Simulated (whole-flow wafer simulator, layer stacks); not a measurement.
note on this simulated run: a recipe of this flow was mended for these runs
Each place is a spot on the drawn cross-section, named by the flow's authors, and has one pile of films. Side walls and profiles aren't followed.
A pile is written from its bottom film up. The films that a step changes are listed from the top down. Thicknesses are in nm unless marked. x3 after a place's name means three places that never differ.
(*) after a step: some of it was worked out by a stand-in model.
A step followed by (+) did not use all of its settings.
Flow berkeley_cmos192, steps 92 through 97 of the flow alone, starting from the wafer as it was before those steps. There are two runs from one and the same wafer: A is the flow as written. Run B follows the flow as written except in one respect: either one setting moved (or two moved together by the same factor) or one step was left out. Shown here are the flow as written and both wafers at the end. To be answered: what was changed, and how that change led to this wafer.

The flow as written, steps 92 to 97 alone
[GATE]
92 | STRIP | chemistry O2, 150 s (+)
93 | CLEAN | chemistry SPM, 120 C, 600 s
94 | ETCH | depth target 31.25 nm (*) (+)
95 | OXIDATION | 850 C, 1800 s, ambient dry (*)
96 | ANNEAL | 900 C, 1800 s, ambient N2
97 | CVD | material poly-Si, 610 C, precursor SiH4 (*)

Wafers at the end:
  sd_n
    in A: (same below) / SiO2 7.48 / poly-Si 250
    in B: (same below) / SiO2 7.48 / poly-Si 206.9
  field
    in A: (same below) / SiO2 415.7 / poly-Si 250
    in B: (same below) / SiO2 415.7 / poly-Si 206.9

What caused this: step 97, CVD: 601 C was run, while the flow as written has 610 C.

How this came from the change, step by step:
  97 | CVD | material poly-Si, 610 C, precursor SiH4 (*)
      field, sd_n, spacer_n, gate, sd_p, spacer_p x2, contact, m1: A poly-Si gains 250 (new film) | B poly-Si gains 206.9 (new film)
